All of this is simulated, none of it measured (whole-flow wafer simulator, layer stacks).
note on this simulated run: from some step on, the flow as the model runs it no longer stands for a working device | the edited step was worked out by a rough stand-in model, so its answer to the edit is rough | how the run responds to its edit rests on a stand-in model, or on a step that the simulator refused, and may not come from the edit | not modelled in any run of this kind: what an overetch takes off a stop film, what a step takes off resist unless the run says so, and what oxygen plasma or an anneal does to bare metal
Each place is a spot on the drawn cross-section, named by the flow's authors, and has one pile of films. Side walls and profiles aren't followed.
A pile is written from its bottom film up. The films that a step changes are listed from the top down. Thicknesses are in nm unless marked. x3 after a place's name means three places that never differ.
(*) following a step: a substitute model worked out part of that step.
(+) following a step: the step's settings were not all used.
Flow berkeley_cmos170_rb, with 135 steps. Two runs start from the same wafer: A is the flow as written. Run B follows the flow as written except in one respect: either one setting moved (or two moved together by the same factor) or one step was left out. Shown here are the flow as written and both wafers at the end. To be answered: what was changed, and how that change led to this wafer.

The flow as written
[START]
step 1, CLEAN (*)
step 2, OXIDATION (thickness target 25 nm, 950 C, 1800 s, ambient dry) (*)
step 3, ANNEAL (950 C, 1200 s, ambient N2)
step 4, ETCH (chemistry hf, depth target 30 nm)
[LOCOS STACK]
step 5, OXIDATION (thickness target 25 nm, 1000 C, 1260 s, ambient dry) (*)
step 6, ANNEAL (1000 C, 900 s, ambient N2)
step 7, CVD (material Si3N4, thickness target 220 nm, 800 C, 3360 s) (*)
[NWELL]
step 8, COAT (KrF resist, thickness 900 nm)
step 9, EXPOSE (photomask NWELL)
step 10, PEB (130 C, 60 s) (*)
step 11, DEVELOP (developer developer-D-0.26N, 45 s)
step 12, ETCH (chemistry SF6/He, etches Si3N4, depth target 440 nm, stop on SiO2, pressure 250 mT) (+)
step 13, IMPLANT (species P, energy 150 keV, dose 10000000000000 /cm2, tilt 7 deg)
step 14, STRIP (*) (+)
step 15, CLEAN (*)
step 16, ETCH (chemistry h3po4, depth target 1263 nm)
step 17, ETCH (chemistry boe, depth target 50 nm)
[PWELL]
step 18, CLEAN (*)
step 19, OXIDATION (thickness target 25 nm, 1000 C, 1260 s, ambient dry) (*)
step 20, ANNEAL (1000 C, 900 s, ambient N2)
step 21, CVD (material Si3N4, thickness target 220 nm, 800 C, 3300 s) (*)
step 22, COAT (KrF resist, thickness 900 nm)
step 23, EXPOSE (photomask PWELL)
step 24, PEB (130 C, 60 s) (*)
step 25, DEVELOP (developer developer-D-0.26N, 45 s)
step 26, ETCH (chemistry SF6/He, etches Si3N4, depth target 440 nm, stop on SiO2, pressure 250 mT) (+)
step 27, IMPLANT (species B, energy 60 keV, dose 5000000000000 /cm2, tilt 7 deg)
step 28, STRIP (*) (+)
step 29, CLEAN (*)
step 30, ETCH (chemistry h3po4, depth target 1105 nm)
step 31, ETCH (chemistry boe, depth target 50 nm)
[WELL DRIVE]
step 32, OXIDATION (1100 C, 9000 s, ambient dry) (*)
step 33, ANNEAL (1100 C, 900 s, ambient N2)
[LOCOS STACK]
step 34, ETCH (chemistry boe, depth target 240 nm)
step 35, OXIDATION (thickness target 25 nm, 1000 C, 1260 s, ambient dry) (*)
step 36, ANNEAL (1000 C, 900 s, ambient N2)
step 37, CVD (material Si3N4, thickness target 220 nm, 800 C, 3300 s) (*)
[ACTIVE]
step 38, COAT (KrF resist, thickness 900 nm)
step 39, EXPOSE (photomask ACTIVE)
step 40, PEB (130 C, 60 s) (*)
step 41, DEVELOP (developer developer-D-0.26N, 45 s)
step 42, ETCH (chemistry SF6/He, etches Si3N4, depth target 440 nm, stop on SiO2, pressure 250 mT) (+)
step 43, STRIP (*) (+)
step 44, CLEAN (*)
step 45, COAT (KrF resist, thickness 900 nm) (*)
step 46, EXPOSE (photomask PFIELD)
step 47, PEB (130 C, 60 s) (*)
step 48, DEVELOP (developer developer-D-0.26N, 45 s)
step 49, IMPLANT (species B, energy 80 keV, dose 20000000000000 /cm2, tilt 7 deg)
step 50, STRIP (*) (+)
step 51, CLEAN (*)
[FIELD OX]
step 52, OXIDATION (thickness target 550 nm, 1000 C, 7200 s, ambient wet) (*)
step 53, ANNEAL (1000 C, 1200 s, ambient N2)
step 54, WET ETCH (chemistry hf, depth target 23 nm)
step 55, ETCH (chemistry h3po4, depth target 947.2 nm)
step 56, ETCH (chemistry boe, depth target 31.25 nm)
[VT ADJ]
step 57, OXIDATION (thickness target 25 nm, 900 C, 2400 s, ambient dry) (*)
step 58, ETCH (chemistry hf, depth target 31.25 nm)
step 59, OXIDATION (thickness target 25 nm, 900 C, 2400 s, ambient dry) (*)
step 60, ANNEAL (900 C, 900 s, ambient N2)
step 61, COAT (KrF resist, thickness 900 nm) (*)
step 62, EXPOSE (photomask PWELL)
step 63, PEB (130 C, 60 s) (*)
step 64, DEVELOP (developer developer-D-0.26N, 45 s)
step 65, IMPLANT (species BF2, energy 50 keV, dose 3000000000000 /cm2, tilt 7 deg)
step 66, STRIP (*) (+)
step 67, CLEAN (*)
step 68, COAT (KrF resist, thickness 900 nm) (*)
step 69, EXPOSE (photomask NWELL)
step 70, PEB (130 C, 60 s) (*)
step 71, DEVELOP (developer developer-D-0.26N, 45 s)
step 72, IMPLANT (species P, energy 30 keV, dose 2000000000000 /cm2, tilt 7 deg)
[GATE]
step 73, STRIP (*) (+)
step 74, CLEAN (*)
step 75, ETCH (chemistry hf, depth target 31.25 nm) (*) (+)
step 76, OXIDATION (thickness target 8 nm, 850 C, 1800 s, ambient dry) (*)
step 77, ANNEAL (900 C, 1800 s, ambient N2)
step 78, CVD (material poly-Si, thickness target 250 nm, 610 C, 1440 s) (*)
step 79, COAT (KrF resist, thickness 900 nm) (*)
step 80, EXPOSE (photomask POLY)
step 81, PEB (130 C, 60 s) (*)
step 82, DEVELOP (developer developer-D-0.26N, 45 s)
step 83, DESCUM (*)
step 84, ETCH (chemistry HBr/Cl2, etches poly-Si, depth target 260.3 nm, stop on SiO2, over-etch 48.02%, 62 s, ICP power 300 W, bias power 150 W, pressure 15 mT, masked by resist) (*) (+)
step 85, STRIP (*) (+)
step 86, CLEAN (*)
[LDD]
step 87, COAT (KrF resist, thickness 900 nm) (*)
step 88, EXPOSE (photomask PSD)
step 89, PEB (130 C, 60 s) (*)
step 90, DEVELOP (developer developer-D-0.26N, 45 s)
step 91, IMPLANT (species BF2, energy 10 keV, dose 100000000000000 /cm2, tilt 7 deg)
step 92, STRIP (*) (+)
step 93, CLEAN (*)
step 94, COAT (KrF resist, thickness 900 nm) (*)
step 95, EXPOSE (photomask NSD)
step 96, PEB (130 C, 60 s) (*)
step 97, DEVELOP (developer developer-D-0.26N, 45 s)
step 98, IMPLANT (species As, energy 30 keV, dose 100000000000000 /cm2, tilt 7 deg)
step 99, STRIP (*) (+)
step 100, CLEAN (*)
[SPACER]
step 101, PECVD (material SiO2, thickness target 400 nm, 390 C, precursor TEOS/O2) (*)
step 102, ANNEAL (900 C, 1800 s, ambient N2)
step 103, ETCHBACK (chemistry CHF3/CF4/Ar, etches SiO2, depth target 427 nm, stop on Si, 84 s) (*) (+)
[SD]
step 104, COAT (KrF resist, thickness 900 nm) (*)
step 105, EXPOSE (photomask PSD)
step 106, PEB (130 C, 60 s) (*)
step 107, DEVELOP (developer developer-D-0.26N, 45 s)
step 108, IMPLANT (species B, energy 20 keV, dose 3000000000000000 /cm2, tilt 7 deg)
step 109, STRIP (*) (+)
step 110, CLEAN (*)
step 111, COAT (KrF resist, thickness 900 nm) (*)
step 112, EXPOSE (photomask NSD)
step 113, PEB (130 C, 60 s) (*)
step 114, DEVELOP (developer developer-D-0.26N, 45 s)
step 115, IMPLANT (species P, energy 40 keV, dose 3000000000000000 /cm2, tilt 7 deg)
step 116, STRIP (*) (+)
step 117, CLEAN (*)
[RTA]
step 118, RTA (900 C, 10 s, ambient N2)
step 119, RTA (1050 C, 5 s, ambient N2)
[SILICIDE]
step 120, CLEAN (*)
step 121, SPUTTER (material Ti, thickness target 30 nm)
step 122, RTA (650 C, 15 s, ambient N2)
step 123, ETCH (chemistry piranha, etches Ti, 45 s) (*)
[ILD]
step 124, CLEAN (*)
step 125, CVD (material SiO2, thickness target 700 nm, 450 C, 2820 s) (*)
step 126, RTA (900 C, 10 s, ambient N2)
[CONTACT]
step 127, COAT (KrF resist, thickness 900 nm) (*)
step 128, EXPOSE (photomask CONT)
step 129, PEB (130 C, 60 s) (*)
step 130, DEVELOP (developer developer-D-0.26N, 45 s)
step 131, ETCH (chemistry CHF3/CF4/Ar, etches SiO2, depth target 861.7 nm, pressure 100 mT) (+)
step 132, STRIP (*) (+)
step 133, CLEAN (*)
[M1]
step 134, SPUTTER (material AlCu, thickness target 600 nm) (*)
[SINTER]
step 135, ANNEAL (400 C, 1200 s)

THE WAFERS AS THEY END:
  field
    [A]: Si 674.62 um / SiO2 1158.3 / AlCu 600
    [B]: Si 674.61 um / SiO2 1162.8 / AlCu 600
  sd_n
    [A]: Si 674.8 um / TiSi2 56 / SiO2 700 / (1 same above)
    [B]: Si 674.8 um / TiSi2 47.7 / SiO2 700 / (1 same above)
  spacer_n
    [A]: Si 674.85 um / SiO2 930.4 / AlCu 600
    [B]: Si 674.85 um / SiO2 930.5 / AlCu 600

What caused this: step 35, OXIDATION: 1050 C was run, while the flow as written has 1000 C.

Step by step, how the change led to this:
  step 35, OXIDATION (thickness target 25 nm, 1000 C, 1260 s, ambient dry) (*)
      field, sd_n, spacer_n and 6 more: A +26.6 SiO2 (new film), -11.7 Si | B +40.6 SiO2 (new film), -17.9 Si
  step 52, OXIDATION (thickness target 550 nm, 1000 C, 7200 s, ambient wet) (*)
      gate: A +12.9 SiO2 (new film), -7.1 Si3N4, +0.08 SiO2, -0.08 Si | B +12.9 SiO2 (new film), -7.1 Si3N4
      sd_n: A +12.9 SiO2 (new film), -7.1 Si3N4, +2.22 SiO2, -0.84 Si | B +12.9 SiO2 (new film), -7.1 Si3N4, +8.95 SiO2, -3.71 Si
      (and at 2 other places as well)
  step 56, ETCH (chemistry boe, depth target 31.25 nm)
      spacer_n, gate, sd_p, spacer_p, gate_p, contact: A -26.6 SiO2 (all of it) | B -31.2 SiO2
      sd_n: A -28.8 SiO2 (all of it) | B -31.3 SiO2
      (and at 1 other place as well)
  step 57, OXIDATION (thickness target 25 nm, 900 C, 2400 s, ambient dry) (*)
      spacer_n, gate, spacer_p, gate_p, contact: A +15 SiO2 (new film), -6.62 Si | B +12.2 SiO2, -5.36 Si
      sd_n: A +15 SiO2 (new film), -6.62 Si | B +10.5 SiO2, -4.63 Si
      (and at 2 other places as well)
  step 58, ETCH (chemistry hf, depth target 31.25 nm)
      m1: A -15 SiO2 (all of it) | B -31.2 SiO2
      spacer_n, gate, spacer_p, gate_p, contact: A -15 SiO2 (all of it) | B -21.5 SiO2 (all of it)
      (and at 2 other places as well)
  step 59, OXIDATION (thickness target 25 nm, 900 C, 2400 s, ambient dry) (*)
      m1: A +15 SiO2 (new film), -6.62 Si | B +12.7 SiO2, -5.6 Si
  step 121, SPUTTER (material Ti, thickness target 30 nm)
      sd_n: A +30 Ti (new film) | B +25.5 Ti (new film)
  step 122, RTA (650 C, 15 s, ambient N2)
      sd_n: A -23.4 Ti, +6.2 TiSi first (new film), +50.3 TiSi2 C49 (new film), -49 Si | B -19.9 Ti, +50.6 TiSi2 C49 (new film), -45.2 Si
  step 123, ETCH (chemistry piranha, etches Ti, 45 s) (*)
      sd_n: A -6.6 Ti (all of it) | B -5.61 Ti (all of it)
  step 126, RTA (900 C, 10 s, ambient N2)
      sd_n: A under 1 film: +56 TiSi2 (new film), -6.2 TiSi first (all of it), -50.3 TiSi2 C49 (all of it), -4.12 Si | B under 1 film: +47.7 TiSi2 (new film), -50.6 TiSi2 C49 (all of it)
